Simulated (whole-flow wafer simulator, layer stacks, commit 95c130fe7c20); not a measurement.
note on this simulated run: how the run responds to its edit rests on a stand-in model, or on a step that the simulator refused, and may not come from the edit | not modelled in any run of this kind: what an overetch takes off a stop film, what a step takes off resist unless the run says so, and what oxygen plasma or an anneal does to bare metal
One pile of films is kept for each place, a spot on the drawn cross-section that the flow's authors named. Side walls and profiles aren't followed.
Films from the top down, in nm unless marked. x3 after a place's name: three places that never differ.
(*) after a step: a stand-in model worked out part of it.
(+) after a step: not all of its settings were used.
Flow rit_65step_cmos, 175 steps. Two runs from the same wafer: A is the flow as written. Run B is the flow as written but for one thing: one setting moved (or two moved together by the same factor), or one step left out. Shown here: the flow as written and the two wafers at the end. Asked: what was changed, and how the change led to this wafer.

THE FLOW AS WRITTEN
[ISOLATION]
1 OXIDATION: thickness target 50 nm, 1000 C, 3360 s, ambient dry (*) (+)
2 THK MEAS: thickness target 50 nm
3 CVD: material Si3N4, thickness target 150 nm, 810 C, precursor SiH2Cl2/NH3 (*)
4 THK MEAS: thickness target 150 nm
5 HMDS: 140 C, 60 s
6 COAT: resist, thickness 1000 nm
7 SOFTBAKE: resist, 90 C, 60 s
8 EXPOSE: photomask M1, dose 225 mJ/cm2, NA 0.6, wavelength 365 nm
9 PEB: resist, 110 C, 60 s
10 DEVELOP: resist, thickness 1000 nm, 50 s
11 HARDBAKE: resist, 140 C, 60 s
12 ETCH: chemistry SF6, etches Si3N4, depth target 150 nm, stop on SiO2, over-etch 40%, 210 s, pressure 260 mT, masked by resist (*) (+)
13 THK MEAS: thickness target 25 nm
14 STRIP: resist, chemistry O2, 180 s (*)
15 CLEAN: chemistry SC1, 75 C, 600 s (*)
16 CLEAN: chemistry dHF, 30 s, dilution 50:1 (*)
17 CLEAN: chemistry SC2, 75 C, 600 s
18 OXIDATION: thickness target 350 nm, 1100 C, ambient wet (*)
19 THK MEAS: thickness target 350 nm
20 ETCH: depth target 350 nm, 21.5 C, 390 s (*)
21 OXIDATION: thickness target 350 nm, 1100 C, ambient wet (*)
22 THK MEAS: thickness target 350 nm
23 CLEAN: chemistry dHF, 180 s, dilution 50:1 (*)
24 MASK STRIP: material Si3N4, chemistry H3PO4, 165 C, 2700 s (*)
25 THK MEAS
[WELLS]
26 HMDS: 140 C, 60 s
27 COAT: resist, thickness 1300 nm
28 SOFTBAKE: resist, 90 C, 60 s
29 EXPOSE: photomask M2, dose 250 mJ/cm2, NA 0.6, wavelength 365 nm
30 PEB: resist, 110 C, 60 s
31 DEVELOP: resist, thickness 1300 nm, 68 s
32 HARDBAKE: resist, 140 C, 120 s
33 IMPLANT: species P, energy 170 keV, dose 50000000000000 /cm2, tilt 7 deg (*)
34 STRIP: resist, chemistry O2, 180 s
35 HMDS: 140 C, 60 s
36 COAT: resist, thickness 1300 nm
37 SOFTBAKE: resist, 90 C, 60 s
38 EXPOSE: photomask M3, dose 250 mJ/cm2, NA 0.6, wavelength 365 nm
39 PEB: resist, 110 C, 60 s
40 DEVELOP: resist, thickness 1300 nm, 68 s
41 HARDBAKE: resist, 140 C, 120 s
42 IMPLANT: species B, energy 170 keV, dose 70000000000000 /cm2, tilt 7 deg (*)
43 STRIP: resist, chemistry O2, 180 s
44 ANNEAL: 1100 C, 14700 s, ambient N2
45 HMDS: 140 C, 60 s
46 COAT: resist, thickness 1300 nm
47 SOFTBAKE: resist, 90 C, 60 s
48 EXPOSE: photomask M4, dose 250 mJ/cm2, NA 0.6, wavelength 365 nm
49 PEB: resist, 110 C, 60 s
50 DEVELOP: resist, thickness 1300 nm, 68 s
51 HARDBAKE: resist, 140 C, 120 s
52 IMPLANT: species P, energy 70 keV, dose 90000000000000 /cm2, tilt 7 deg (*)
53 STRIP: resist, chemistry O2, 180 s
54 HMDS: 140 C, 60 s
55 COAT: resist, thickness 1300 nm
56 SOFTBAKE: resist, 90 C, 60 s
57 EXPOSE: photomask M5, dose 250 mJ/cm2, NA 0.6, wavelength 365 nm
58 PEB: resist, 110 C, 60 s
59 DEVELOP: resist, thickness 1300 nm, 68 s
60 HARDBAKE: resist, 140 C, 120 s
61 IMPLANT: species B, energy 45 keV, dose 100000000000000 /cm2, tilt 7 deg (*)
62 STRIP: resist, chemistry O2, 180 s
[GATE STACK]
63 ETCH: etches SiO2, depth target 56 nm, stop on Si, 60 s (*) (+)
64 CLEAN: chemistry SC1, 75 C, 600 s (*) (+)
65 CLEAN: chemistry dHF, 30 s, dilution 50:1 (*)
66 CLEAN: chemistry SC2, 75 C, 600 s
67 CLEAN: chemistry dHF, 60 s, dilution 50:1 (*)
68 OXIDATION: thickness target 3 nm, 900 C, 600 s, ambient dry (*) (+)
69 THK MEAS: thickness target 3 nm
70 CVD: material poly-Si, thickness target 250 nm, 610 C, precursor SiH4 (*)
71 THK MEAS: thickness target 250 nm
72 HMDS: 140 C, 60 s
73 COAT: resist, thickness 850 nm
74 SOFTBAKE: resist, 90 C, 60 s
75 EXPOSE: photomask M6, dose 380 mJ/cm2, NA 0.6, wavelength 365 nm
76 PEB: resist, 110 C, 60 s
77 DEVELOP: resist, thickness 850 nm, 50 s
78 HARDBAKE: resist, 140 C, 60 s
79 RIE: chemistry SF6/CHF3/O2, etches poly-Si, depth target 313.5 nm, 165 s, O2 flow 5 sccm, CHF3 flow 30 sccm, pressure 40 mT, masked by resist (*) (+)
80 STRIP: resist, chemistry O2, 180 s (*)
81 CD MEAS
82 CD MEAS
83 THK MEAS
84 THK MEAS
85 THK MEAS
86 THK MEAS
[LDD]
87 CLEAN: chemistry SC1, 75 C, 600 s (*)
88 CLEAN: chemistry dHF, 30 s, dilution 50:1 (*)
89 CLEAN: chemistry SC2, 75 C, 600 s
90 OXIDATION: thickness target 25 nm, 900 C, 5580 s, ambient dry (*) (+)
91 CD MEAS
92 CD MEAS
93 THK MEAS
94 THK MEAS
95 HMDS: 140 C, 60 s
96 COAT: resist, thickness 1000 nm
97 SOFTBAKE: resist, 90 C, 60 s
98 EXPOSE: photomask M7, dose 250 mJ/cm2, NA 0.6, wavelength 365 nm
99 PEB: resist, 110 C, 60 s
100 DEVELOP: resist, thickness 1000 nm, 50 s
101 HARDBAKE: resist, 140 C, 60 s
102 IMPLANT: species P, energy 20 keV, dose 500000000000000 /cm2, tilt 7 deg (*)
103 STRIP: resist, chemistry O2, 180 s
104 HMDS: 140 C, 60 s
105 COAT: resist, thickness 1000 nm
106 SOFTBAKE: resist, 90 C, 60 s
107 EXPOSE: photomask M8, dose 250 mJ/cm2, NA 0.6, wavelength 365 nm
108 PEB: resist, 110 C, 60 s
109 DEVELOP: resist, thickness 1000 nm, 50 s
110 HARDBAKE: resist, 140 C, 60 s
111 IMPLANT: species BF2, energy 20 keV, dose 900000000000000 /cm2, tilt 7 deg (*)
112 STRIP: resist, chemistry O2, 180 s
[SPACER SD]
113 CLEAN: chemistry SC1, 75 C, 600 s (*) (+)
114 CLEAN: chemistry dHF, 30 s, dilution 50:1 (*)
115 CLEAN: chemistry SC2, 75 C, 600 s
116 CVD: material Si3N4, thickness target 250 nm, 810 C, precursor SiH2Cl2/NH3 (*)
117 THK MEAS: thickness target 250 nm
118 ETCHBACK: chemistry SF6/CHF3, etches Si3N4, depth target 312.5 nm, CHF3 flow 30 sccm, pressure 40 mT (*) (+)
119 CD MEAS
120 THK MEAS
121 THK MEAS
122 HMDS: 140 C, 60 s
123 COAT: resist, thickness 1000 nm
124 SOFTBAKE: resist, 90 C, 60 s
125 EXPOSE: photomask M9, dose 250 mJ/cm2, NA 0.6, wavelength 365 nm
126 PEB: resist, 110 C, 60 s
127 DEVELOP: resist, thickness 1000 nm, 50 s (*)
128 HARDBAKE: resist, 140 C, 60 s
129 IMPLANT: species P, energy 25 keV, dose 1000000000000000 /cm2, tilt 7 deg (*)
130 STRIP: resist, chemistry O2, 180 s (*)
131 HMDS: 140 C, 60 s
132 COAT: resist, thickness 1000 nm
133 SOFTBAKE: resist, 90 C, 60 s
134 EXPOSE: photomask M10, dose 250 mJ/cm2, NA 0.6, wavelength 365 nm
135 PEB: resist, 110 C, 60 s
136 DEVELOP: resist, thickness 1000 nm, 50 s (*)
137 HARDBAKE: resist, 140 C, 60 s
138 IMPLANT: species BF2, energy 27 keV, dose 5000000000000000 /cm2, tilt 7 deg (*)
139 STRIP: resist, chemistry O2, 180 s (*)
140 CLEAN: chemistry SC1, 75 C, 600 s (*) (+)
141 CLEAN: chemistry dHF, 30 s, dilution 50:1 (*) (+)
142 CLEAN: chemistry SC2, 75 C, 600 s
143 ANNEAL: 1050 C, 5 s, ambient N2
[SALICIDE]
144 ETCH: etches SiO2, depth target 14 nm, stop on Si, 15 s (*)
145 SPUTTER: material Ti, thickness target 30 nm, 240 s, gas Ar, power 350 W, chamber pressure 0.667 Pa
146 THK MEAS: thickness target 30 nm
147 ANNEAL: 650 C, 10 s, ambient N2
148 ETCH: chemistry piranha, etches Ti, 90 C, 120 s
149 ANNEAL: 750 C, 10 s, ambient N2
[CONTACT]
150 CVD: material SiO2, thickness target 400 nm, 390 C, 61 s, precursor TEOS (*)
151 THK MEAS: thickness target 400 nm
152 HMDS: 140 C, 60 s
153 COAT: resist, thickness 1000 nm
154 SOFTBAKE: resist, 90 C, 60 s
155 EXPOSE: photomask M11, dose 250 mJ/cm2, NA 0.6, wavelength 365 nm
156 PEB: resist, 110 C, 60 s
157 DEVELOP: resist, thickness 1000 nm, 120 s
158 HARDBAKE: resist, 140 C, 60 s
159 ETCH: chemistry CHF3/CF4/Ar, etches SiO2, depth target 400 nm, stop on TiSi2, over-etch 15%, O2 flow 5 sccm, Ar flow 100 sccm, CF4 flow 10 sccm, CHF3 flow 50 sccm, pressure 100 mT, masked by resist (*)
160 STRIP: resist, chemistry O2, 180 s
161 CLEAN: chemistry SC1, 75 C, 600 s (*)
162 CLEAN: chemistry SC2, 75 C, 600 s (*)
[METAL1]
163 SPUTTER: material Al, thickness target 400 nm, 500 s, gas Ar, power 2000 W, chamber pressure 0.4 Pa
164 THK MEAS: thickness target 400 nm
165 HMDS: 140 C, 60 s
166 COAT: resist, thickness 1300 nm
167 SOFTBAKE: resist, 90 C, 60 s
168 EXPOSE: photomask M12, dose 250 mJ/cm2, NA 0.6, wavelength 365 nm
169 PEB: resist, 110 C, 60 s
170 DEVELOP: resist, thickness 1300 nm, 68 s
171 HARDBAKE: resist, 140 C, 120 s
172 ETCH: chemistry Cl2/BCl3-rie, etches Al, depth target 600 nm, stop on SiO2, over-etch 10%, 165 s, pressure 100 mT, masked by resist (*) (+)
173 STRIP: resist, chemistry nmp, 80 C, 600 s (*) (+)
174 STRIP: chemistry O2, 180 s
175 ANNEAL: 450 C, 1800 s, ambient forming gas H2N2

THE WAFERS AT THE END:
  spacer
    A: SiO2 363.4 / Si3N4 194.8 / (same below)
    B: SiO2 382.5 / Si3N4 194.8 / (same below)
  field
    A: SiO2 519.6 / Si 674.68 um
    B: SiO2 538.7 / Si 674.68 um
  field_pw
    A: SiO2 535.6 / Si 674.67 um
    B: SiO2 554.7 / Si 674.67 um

The cause: step 163, SPUTTER: power 2764 W was run, where the flow has power 2000 W.

How the change led to this, step by step:
  163 SPUTTER: material Al, thickness target 400 nm, 500 s, gas Ar, power 2000 W, chamber pressure 0.4 Pa
      field, field_pw, field_p, spacer, spacer_p: A Al +400 (new film) | B Al +552.8 (new film)
      gate_n, gate_p: A Al +396 (new film) | B Al +525.8 (new film)
      (and at 1 more place)
  166 COAT: resist, thickness 1300 nm
      gate_n: A resist +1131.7 (new film) | B resist +1156.6 (new film)
      gate_p: A resist +1135.6 (new film) | B resist +1160.1 (new film)
  169 PEB: resist, 110 C, 60 s
      gate_n: A resist -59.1 | B resist -60.5
      gate_p: A resist -59.3 | B resist -60.7
  170 DEVELOP: resist, thickness 1300 nm, 68 s
      gate_n: A resist -1072.6 (all of it) | B resist -1096.1 (all of it)
      gate_p: A resist -1076.3 (all of it) | B resist -1099.4 (all of it)
  172 ETCH: chemistry Cl2/BCl3-rie, etches Al, depth target 600 nm, stop on SiO2, over-etch 10%, 165 s, pressure 100 mT, masked by resist (*) (+)
      field, field_pw, field_p, spacer, spacer_p: A Al -400 (all of it), SiO2 -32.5 | B Al -552.8 (all of it), SiO2 -13.4
      gate_n, gate_p: A Al -396 (all of it), SiO2 -33 | B Al -525.8 (all of it), SiO2 -16.8
      (and at 1 more place)
